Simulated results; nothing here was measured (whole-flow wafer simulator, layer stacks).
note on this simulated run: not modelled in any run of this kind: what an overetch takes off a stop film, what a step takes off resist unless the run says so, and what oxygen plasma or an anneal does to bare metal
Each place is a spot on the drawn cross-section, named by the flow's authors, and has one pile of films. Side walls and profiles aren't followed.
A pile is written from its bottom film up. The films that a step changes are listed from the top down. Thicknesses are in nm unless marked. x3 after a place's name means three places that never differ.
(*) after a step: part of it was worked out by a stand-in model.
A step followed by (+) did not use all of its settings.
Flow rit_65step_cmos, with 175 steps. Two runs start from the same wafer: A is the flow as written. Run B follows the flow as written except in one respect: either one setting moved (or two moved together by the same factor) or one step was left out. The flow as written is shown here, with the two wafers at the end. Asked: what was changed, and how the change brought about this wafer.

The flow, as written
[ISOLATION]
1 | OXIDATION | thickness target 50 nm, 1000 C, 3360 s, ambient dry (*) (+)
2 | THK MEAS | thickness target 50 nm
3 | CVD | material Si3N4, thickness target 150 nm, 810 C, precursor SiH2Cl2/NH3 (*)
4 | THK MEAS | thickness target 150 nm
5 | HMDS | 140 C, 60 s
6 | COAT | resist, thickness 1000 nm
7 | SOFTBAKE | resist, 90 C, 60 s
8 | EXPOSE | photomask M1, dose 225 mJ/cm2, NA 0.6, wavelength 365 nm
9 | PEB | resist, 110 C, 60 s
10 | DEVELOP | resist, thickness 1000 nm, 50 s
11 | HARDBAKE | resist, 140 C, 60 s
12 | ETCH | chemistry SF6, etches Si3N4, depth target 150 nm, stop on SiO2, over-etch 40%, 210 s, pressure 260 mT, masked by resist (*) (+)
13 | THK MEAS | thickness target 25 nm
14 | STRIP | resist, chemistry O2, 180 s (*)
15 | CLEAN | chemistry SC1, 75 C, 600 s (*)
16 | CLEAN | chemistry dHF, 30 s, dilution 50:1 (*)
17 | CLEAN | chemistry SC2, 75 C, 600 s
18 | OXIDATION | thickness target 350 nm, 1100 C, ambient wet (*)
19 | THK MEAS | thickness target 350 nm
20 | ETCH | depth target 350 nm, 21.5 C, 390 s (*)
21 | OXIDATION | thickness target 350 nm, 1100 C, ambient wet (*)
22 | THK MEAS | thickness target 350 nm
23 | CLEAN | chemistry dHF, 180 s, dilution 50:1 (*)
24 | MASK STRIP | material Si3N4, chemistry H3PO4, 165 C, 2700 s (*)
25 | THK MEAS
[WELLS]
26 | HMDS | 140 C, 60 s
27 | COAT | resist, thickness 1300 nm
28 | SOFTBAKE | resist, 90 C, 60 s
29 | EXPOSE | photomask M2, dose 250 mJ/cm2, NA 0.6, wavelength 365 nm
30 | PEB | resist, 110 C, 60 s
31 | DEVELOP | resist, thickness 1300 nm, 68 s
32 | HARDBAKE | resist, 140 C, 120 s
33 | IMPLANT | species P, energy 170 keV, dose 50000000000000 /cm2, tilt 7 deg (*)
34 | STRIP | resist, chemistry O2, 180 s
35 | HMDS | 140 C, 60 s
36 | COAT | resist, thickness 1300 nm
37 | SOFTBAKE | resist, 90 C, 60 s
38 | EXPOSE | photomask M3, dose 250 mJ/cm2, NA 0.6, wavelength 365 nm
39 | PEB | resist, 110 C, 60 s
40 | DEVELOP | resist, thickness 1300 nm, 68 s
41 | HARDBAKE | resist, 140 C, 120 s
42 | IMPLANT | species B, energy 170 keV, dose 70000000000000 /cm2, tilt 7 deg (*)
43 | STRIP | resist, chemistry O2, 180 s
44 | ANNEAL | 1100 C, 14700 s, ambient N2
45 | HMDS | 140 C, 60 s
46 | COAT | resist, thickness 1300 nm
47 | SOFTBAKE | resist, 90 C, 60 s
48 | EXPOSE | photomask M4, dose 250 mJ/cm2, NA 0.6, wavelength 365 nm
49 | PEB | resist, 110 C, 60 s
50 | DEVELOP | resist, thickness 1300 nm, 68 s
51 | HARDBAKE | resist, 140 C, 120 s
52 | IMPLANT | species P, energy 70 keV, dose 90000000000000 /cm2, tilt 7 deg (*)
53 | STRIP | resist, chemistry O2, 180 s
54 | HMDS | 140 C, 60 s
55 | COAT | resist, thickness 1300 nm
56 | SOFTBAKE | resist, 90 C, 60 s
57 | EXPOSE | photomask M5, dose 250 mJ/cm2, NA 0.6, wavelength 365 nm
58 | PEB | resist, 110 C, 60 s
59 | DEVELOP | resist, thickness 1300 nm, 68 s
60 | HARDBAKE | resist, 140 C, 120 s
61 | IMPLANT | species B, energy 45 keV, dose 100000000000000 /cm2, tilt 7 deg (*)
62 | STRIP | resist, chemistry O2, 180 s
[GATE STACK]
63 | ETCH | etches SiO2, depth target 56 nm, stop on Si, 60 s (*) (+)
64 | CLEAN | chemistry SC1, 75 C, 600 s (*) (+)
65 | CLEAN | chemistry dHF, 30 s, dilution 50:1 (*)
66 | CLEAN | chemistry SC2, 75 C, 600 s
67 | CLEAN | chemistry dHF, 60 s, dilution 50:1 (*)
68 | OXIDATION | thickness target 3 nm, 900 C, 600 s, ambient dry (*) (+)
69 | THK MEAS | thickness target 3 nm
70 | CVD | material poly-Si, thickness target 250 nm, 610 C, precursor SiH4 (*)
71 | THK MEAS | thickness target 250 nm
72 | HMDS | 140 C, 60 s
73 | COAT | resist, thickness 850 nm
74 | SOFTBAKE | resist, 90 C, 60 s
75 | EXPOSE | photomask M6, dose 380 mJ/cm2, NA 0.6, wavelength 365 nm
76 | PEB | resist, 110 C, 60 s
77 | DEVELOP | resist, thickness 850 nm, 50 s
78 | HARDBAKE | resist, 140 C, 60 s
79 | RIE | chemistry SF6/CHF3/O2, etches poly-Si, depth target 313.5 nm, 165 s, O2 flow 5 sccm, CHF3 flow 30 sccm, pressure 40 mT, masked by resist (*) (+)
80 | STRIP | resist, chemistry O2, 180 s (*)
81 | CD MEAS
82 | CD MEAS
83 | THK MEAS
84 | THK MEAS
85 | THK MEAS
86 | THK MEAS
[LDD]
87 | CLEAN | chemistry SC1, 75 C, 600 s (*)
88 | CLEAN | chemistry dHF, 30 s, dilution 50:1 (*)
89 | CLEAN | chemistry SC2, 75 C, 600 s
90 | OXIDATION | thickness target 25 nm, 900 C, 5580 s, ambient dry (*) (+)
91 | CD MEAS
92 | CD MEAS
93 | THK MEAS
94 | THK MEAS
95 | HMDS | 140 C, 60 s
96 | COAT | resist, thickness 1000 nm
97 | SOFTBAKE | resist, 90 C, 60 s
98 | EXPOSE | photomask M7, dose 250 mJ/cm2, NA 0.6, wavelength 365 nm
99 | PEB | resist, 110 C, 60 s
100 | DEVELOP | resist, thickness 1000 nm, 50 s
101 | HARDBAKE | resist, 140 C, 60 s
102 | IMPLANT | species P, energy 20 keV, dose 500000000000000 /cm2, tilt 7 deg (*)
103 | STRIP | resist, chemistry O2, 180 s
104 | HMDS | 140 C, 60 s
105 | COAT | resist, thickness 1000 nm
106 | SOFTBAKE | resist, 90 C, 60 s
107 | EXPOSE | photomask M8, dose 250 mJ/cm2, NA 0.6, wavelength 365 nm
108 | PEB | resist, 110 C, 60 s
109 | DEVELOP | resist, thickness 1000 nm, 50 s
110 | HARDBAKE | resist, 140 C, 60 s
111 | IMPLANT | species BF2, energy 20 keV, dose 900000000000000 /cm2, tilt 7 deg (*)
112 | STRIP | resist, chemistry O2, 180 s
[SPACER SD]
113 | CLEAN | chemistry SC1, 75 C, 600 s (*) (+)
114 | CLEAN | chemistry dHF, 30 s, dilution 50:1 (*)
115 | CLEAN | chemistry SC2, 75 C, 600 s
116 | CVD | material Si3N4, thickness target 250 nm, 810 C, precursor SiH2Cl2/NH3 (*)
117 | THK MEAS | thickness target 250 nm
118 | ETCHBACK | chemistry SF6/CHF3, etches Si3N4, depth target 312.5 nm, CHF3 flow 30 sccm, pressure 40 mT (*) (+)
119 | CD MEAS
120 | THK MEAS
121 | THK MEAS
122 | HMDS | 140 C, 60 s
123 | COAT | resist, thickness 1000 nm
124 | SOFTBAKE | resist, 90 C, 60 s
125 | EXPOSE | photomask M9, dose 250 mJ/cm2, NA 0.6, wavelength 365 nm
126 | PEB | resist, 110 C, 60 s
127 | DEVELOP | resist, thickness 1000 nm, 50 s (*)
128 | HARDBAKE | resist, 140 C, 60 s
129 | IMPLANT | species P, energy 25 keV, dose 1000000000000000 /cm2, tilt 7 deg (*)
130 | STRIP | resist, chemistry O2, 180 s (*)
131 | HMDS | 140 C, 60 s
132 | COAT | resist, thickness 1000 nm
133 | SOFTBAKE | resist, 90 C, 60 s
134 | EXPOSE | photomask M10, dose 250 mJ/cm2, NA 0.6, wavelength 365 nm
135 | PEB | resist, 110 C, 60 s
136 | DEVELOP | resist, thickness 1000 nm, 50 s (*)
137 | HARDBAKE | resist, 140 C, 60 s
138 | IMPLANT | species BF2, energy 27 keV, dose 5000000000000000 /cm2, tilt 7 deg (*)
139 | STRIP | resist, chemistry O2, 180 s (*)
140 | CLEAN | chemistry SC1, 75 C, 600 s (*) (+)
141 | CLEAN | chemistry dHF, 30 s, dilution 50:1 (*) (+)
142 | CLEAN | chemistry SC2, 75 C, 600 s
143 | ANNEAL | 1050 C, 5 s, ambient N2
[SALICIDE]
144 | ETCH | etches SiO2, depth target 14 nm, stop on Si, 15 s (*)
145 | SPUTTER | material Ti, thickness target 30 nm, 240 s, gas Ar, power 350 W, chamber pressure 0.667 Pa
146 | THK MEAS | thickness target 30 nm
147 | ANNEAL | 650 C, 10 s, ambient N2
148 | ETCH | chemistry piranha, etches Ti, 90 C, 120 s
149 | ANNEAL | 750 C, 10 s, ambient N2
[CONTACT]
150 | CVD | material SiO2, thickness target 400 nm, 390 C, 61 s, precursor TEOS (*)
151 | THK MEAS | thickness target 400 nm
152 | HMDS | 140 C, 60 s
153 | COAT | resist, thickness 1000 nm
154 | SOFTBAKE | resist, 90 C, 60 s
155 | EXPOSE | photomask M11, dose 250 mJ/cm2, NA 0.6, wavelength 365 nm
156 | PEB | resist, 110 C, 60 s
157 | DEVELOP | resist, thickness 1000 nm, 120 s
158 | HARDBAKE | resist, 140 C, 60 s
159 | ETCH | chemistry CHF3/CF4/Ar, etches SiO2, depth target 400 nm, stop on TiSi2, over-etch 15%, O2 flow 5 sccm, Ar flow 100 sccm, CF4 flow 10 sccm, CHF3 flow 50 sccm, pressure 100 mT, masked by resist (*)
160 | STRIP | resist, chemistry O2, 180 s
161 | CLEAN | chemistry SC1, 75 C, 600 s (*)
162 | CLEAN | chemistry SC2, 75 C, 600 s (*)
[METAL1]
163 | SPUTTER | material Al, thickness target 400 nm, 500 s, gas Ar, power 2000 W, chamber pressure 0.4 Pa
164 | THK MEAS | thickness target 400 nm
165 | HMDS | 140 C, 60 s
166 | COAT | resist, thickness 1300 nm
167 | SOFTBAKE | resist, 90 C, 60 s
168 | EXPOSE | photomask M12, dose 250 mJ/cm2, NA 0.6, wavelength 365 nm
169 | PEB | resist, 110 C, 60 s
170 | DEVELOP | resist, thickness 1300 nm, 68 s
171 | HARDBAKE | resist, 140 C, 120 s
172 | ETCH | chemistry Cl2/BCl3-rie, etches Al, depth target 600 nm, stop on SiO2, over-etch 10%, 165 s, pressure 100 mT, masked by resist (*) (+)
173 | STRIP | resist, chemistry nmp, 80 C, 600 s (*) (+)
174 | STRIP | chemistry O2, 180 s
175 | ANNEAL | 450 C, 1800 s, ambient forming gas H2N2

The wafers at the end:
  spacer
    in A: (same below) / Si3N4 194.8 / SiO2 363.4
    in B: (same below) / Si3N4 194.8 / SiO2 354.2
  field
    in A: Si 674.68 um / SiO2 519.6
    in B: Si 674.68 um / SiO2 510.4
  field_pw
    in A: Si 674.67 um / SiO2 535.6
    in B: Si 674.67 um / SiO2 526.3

The reason: step 163, SPUTTER: power 1631 W was run, whereas the flow has power 2000 W.

Step by step, how the change led to this:
  163 | SPUTTER | material Al, thickness target 400 nm, 500 s, gas Ar, power 2000 W, chamber pressure 0.4 Pa
      field, field_p, spacer, spacer_p: A +400 Al (new film) | B +326.2 Al (new film)
      gate_n, gate_p: A +396 Al (new film) | B +326.2 Al (new film)
      (and at 2 other places as well)
  172 | ETCH | chemistry Cl2/BCl3-rie, etches Al, depth target 600 nm, stop on SiO2, over-etch 10%, 165 s, pressure 100 mT, masked by resist (*) (+)
      field, field_p, spacer, spacer_p: A -400 Al (all of it), -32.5 SiO2 | B -326.2 Al (all of it), -41.7 SiO2
      gate_n, gate_p: A -396 Al (all of it), -33 SiO2 | B -326.2 Al (all of it), -41.7 SiO2
      (and at 2 other places as well)
